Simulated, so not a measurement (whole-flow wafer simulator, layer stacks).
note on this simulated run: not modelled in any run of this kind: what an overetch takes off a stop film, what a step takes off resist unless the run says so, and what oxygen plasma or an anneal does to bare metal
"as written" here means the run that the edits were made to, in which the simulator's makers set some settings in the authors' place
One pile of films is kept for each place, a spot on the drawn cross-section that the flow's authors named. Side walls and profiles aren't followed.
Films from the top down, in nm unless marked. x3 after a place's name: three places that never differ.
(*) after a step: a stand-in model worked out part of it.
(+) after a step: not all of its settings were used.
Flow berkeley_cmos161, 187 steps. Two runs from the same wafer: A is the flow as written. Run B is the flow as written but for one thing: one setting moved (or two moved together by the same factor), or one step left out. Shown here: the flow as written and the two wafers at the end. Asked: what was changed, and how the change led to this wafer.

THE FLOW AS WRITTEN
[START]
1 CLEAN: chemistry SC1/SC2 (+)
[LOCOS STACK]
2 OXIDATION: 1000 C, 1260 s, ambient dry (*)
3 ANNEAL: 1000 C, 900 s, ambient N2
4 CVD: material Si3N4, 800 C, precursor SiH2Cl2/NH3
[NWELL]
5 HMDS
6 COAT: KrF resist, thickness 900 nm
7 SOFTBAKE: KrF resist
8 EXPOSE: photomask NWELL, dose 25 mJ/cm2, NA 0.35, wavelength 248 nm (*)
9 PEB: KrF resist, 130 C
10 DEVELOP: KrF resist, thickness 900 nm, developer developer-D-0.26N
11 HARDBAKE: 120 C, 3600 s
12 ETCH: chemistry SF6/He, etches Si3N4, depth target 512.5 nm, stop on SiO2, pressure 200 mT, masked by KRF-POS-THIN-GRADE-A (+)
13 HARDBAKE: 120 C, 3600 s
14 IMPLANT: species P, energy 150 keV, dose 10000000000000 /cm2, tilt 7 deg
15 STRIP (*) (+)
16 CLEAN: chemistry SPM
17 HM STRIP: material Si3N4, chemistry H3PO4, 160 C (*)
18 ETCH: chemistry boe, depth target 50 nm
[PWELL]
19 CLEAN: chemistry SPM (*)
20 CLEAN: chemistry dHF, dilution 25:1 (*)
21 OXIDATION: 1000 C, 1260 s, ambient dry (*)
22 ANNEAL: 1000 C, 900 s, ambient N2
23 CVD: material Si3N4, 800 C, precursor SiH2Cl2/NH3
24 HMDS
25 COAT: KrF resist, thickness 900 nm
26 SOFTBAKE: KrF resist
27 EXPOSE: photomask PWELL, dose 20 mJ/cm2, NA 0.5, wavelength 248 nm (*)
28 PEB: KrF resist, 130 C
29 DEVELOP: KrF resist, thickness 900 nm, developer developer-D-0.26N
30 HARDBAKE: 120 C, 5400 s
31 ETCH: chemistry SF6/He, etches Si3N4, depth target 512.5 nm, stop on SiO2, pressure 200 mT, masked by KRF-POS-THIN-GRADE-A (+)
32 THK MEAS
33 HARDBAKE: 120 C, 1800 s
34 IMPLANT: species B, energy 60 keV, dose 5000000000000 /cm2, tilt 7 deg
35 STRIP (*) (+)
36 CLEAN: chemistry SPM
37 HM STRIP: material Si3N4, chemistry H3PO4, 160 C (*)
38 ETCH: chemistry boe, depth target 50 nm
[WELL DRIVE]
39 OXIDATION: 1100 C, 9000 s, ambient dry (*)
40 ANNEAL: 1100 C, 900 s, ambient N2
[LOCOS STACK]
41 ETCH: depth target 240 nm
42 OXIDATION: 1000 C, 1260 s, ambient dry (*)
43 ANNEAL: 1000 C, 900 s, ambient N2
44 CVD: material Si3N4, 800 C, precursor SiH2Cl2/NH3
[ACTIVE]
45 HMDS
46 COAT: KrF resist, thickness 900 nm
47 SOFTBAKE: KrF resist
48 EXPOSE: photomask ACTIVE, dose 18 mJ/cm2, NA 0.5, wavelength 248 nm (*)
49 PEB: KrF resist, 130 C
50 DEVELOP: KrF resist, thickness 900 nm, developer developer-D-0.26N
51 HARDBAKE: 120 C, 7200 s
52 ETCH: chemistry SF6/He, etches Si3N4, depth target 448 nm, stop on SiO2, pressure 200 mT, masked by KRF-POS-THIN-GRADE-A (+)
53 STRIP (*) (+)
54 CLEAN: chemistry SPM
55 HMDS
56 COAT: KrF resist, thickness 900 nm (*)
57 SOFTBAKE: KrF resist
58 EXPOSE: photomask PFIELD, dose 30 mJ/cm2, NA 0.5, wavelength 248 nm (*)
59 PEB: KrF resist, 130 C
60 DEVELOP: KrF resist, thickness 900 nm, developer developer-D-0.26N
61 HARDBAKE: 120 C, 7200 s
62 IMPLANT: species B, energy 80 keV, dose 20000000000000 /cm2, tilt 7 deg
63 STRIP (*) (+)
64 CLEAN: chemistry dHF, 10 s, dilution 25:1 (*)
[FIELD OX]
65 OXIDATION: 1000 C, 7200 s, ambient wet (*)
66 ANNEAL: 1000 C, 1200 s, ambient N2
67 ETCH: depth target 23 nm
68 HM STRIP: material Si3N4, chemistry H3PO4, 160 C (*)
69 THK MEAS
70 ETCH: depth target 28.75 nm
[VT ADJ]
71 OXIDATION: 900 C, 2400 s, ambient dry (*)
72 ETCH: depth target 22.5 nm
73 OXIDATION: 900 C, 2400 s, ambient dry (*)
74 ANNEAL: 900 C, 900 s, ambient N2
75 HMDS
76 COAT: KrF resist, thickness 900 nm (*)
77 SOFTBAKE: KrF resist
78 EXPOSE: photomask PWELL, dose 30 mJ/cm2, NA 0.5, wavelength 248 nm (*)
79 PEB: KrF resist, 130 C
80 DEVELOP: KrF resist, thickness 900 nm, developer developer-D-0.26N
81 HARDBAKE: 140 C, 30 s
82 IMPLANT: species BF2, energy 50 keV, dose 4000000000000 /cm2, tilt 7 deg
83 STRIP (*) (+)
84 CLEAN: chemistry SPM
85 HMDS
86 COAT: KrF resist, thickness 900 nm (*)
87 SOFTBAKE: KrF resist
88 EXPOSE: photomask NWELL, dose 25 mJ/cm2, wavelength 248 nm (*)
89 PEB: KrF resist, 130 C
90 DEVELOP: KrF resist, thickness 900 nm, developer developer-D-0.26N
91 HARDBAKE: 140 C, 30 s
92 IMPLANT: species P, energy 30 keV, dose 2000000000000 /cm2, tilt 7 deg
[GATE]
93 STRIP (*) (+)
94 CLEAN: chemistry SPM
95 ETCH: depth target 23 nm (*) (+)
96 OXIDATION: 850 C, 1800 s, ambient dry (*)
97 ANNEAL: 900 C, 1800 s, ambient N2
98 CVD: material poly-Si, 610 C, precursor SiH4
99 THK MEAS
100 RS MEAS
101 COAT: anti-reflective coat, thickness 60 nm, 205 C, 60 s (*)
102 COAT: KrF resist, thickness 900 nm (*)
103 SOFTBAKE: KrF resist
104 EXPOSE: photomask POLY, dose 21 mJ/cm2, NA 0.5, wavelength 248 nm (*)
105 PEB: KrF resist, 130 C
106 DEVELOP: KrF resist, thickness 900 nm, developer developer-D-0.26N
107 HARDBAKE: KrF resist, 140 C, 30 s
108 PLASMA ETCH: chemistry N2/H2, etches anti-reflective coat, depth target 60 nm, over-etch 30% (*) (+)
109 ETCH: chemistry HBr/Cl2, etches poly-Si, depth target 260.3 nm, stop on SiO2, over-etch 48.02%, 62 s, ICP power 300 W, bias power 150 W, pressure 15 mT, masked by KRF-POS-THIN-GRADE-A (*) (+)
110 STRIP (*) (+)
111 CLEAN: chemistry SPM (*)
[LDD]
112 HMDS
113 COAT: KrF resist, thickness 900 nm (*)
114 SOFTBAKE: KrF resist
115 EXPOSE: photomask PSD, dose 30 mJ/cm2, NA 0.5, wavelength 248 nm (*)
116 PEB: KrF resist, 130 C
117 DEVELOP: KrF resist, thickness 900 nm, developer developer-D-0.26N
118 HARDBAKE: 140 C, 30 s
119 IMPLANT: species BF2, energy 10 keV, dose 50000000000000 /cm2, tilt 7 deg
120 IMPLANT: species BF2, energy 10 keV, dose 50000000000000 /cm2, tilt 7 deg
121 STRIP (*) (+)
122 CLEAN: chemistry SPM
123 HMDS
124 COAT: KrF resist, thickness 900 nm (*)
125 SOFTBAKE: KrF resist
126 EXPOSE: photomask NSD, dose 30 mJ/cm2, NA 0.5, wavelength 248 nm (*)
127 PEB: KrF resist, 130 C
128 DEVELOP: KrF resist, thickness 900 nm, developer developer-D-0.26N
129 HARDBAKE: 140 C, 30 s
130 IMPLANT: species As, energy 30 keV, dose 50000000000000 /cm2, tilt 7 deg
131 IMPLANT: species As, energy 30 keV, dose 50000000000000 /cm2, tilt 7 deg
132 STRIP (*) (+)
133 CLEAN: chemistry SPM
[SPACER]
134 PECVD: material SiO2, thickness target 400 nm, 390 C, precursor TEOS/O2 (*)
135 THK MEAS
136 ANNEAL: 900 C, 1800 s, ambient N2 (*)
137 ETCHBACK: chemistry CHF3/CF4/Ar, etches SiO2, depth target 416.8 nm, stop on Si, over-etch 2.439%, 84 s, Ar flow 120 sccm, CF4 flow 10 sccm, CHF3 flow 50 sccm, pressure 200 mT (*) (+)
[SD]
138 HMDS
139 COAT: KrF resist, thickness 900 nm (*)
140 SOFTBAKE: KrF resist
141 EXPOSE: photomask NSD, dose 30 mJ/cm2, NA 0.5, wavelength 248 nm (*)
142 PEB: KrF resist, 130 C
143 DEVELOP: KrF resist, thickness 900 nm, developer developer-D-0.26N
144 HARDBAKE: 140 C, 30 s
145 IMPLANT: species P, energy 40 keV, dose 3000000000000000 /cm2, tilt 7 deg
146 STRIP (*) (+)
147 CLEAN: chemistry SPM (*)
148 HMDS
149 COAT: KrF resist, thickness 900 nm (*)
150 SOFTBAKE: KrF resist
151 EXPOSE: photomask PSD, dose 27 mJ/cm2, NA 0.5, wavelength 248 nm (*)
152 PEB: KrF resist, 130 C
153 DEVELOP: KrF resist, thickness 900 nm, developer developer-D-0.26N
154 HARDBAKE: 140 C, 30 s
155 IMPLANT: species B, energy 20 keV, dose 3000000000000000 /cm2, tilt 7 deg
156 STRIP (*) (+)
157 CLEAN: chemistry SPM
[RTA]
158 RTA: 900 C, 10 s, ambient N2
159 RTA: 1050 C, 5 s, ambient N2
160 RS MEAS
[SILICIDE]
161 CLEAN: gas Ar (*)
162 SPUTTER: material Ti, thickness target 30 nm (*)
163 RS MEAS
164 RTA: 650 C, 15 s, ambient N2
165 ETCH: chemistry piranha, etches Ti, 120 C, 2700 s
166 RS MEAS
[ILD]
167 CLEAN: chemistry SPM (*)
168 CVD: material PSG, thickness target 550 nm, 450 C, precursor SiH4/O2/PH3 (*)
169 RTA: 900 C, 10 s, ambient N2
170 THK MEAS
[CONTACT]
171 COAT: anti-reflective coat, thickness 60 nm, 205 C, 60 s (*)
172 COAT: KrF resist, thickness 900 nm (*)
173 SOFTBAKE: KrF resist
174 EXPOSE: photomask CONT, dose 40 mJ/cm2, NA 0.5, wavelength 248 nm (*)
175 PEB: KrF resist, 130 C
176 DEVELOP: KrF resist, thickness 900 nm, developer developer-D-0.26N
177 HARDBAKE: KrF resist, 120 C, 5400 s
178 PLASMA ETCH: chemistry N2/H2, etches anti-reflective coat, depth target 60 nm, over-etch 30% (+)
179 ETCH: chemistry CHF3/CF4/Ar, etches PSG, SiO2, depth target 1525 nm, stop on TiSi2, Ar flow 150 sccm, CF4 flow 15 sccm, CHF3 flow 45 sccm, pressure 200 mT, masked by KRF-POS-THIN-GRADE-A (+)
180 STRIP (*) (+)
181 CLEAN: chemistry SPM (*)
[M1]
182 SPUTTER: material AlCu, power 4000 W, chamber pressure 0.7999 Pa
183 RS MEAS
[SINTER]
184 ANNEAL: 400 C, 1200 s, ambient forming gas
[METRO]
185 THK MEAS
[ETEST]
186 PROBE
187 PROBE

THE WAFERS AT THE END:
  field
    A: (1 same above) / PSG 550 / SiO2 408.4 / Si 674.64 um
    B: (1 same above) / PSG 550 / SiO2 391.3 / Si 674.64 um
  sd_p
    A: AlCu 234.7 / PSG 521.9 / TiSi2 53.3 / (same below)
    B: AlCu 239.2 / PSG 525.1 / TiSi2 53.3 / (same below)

The cause: step 70, ETCH: depth target 46 nm was run, where the flow has depth target 28.75 nm.

How the change led to this, step by step:
  70 ETCH: depth target 28.75 nm
      field: A SiO2 -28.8 | B SiO2 -46
  101 COAT: anti-reflective coat, thickness 60 nm, 205 C, 60 s (*)
      sd_n: A anti-reflective coat +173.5 (new film) | B anti-reflective coat +161.4 (new film)
      spacer_n: A anti-reflective coat +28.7 (new film) | B anti-reflective coat +32.2 (new film)
      (and at 6 more places)
  108 PLASMA ETCH: chemistry N2/H2, etches anti-reflective coat, depth target 60 nm, over-etch 30% (*) (+)
      sd_n: A anti-reflective coat -173.5 (all of it), poly-Si -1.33 | B anti-reflective coat -161.4 (all of it), poly-Si -1.24
      spacer_n: A anti-reflective coat -28.7 (all of it), poly-Si -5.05 | B anti-reflective coat -32.2 (all of it), poly-Si -4.56
      (and at 4 more places)
  110 STRIP (*) (+)
      gate_n: A chemical SiO2 +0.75 (new film), KrF resist -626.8 (all of it), anti-reflective coat -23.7 (all of it), poly-Si -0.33 | B chemical SiO2 +0.75 (new film), KrF resist -615.7 (all of it), anti-reflective coat -27.2 (all of it), poly-Si -0.33
      gate_p: A chemical SiO2 +0.75 (new film), KrF resist -598.2 (all of it), anti-reflective coat -27.9 (all of it), poly-Si -0.33 | B chemical SiO2 +0.75 (new film), KrF resist -591.2 (all of it), anti-reflective coat -30 (all of it), poly-Si -0.33
  171 COAT: anti-reflective coat, thickness 60 nm, 205 C, 60 s (*)
      sd_n: A anti-reflective coat +149.7 (new film) | B anti-reflective coat +136.2 (new film)
      spacer_n: A anti-reflective coat +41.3 (new film) | B anti-reflective coat +40.3 (new film)
      (and at 2 more places)
  180 STRIP (*) (+)
      sd_n: A KrF resist -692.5 (all of it), anti-reflective coat -149.7 (all of it) | B KrF resist -694.4 (all of it), anti-reflective coat -136.2 (all of it)
      spacer_n: A KrF resist -635.2 (all of it), anti-reflective coat -41.3 (all of it) | B KrF resist -624.3 (all of it), anti-reflective coat -40.3 (all of it)
      (and at 2 more places)
